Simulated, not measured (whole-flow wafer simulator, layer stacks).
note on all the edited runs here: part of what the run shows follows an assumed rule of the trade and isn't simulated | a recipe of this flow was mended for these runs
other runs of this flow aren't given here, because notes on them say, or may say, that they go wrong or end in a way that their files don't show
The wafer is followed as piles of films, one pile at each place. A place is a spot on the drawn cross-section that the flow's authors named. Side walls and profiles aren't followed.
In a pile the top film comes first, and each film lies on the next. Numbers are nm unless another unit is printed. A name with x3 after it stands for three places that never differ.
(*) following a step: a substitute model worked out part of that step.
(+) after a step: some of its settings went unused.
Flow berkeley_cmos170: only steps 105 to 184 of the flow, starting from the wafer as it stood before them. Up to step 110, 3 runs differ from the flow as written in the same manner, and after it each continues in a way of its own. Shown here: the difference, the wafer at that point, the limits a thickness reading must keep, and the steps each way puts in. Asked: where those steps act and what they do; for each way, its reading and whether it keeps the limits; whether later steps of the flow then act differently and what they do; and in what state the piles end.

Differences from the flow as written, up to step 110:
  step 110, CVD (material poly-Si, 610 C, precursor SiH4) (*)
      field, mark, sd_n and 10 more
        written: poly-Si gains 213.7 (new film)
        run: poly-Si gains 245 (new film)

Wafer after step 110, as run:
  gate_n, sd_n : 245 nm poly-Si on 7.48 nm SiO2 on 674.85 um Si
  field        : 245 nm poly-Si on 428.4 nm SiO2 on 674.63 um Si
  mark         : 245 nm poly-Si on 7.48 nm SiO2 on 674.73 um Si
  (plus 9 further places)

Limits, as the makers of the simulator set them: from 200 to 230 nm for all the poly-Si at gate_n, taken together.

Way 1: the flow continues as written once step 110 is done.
  Reading after step 110: 245 nm, not within the limits.
  Steps later in the flow that act otherwise than as written (9 other steps are not shown; they differ only slightly, by no more than 2% or 0.5 nm, whichever is larger):
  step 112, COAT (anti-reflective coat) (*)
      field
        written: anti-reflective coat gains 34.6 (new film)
        way: anti-reflective coat gains 35.4 (new film)
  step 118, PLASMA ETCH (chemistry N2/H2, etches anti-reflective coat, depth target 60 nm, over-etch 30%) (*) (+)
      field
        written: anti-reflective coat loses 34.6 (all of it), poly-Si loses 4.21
        way: anti-reflective coat loses 35.4 (all of it), poly-Si loses 4.21
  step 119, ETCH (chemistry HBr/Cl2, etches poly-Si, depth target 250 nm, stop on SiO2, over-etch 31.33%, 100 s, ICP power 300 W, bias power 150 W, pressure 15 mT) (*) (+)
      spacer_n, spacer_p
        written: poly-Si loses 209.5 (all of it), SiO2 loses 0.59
        way: poly-Si loses 240.7 (all of it), SiO2 loses 0.44
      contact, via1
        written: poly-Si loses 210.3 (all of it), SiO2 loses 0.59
        way: poly-Si loses 241.6 (all of it), SiO2 loses 0.43
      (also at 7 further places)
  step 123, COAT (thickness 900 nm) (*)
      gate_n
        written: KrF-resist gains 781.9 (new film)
        way: KrF-resist gains 755.5 (new film)
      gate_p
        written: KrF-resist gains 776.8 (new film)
        way: KrF-resist gains 750.5 (new film)
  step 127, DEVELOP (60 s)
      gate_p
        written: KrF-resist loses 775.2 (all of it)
        way: KrF-resist loses 748.8 (all of it)
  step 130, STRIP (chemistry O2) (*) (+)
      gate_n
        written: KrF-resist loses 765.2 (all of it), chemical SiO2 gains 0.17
        way: KrF-resist loses 738.9 (all of it), chemical SiO2 gains 0.17, poly-Si loses 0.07
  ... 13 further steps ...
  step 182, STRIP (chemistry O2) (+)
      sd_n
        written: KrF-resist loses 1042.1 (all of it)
        way: KrF-resist loses 1072.5 (all of it)
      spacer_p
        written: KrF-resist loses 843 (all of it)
        way: KrF-resist loses 824.7 (all of it)
  By the end, the piles at spacer_n, gate_n, spacer_p, gate_p depart from the flow's by more than 2% or 0.5 nm, whichever is larger.
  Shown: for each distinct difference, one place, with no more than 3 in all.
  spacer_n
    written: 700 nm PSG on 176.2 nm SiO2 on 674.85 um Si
    way: 700 nm PSG on 207.5 nm SiO2 on 674.85 um Si
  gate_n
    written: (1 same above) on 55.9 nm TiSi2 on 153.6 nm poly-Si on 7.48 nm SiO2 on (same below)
    way: (1 same above) on 55.9 nm TiSi2 on 184.9 nm poly-Si on 7.48 nm SiO2 on (same below)

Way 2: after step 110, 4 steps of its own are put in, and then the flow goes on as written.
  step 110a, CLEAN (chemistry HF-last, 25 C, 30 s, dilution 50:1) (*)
      does not change any film at any place that is followed
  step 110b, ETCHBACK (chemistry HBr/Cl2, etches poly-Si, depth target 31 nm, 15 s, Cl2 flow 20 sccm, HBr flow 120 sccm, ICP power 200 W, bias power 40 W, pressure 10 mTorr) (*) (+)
      field, mark, sd_n and 10 more
        poly-Si loses 31
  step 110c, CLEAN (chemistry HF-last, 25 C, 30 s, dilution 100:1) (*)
      does not change any film at any place that is followed
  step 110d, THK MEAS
      does not change any film at any place that is followed
  Reading after step 110d: 214 nm, inside the limits.
  Steps later in the flow that act otherwise than as written (23 other steps are not shown; they differ only slightly, by no more than 2% or 0.5 nm, whichever is larger):
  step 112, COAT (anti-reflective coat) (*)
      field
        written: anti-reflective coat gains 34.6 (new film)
        way: anti-reflective coat gains 35.4 (new film)
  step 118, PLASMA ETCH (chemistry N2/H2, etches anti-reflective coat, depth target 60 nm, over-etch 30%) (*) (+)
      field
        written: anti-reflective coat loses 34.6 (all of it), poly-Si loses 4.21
        way: anti-reflective coat loses 35.4 (all of it), poly-Si loses 4.21
  The piles end only slightly different from the flow's at the places that both follow, by no more than 2% or 0.5 nm, whichever is larger.

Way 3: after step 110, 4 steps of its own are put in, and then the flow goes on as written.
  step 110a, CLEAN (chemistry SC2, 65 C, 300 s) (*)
      field, mark, sd_n and 10 more
        chemical SiO2 gains 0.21 (new film), poly-Si loses 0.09
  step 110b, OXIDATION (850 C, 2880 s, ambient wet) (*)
      field, mark, sd_n and 10 more
        SiO2 gains 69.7 (new film), chemical SiO2 loses 0.21 (all of it), poly-Si loses 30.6
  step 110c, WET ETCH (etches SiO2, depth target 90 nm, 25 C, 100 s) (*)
      field, mark, sd_n and 10 more
        SiO2 loses 69.7 (all of it)
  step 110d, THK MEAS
      does not change any film at any place that is followed
  Reading after step 110d: 214.3 nm, inside the limits.
  Every later step of the flow that is run acts as written, at every place that is followed, to within 2% or 0.5 nm, whichever is larger.
  The piles end only slightly different from the flow's at the places that both follow, by no more than 2% or 0.5 nm, whichever is larger.

Keeping within the limits: way 2, way 3. Outside them: way 1.
